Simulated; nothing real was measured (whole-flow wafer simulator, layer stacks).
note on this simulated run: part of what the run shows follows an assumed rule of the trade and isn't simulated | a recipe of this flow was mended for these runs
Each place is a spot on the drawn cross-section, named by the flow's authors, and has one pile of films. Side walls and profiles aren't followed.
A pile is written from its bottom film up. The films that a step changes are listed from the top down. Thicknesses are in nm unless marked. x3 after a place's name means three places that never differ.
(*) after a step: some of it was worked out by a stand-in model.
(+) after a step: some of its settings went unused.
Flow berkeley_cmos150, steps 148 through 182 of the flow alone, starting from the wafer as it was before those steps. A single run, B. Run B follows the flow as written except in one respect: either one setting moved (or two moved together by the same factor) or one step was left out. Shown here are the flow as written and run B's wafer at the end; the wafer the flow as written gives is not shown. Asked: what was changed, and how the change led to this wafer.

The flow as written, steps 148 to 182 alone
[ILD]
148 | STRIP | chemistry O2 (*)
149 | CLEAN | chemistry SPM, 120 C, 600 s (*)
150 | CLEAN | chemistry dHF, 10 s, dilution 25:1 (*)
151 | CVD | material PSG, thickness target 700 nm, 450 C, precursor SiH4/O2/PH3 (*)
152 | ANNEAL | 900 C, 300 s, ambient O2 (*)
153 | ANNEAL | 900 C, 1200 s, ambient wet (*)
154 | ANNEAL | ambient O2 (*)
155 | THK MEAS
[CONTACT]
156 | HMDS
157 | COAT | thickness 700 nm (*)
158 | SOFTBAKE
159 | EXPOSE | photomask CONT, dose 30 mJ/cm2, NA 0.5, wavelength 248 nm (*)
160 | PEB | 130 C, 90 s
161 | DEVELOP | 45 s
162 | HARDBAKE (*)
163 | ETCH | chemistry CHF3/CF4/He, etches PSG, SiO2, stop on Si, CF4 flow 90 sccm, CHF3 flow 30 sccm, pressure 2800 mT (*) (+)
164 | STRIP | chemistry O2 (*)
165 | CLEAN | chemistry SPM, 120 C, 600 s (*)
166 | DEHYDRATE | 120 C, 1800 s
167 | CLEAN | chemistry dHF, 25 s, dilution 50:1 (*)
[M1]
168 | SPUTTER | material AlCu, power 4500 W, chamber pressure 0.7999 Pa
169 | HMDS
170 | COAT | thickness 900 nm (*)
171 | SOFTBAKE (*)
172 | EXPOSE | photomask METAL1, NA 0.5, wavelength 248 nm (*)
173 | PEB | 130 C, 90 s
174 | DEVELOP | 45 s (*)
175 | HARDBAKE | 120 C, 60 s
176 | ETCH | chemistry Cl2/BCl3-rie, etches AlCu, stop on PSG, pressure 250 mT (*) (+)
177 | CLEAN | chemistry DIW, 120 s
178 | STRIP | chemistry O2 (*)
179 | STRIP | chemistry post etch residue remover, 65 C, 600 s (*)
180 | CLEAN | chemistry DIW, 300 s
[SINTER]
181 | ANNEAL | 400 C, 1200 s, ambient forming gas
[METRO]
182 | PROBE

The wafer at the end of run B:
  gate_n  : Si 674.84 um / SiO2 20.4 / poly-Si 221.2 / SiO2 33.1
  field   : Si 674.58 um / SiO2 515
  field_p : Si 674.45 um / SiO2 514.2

Cause: step 151, CVD: material PSG, thickness target 700 nm, 450 C, precursor SiH4/O2/PH3 (*), was skipped.

The path from the change to this, step by step:
  153 | ANNEAL | 900 C, 1200 s, ambient wet (*)
      sd_n, contact, m1: +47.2 SiO2, -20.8 Si (it would be, as written: -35 PSG, +22.8 SiO2, -10 Si)
      field, field_p: +26 SiO2, -11.4 Si (it would be, as written: -35 PSG, +16.3 SiO2, -7.15 Si)
      (as well as at 3 more places)
  157 | COAT | thickness 700 nm (*)
      field_p: +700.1 KrF-resist (new film) (it would be, as written: +716.6 KrF-resist (new film))
      sd_n: +834.8 KrF-resist (new film) (it would be, as written: +855.5 KrF-resist (new film))
      (as well as at 3 more places)
  163 | ETCH | chemistry CHF3/CF4/He, etches PSG, SiO2, stop on Si, CF4 flow 90 sccm, CHF3 flow 30 sccm, pressure 2800 mT (*) (+)
      contact: -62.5 SiO2 (all of it), -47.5 Si (it would be, as written: -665 PSG (all of it), -38.1 SiO2 (all of it), -47.5 Si)
      field, field_p, sd_n, gate_n, sd_p, gate_p, m1: -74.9 KrF-resist (it would be, as written: -303.7 KrF-resist)
  164 | STRIP | chemistry O2 (*)
      field: -511.5 KrF-resist (all of it) (it would be, as written: -294.5 KrF-resist (all of it))
      field_p: -609.4 KrF-resist (all of it) (it would be, as written: -397.1 KrF-resist (all of it))
      (as well as at 5 more places)
  167 | CLEAN | chemistry dHF, 25 s, dilution 50:1 (*)
      field, field_p, sd_n, sd_p, m1: -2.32 SiO2 (it would be, as written: -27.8 PSG)
      gate_n, gate_p: -3.01 SiO2 (it would be, as written: -27.8 PSG)
  168 | SPUTTER | material AlCu, power 4500 W, chamber pressure 0.7999 Pa
      sd_p: +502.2 AlCu (new film) (it would be, as written: +471.4 AlCu (new film))
      contact: +614.5 AlCu (new film) (it would be, as written: +443.6 AlCu (new film))
  170 | COAT | thickness 900 nm (*)
      field: +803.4 thick-KrF-resist (new film) (it would be, as written: +782.6 thick-KrF-resist (new film))
      field_p: +913.7 thick-KrF-resist (new film) (it would be, as written: +942.7 thick-KrF-resist (new film))
      (as well as at 6 more places)
  173 | PEB | 130 C, 90 s
      contact: -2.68 thick-KrF-resist (it would be, as written: -4.56 thick-KrF-resist)
  174 | DEVELOP | 45 s (*)
      field: -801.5 thick-KrF-resist (all of it), -10 AlCu (it would be, as written: -780.8 thick-KrF-resist (all of it), -10 AlCu)
      field_p: -911.5 thick-KrF-resist (all of it), -10 AlCu (it would be, as written: -940.5 thick-KrF-resist (all of it), -10 AlCu)
      (as well as at 4 more places)
  175 | HARDBAKE | 120 C, 60 s
      contact: -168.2 thick-KrF-resist (it would be, as written: -263.1 thick-KrF-resist)
      m1: -156.3 thick-KrF-resist (it would be, as written: -148.2 thick-KrF-resist)
  176 | ETCH | chemistry Cl2/BCl3-rie, etches AlCu, stop on PSG, pressure 250 mT (*) (+)
      field, sd_n: -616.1 AlCu (all of it), -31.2 SiO2 (it would be, as written: -616.1 AlCu (all of it), -31.2 PSG)
      gate_n, gate_p: -616.1 AlCu (all of it), -31.3 SiO2 (it would be, as written: -616.1 AlCu (all of it), -31.2 PSG)
      (as well as at 2 more places)
  178 | STRIP | chemistry O2 (*)
      contact: -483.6 thick-KrF-resist (all of it) (it would be, as written: -1006.2 thick-KrF-resist (all of it))
      m1: -418.4 thick-KrF-resist (all of it) (it would be, as written: -373.8 thick-KrF-resist (all of it))
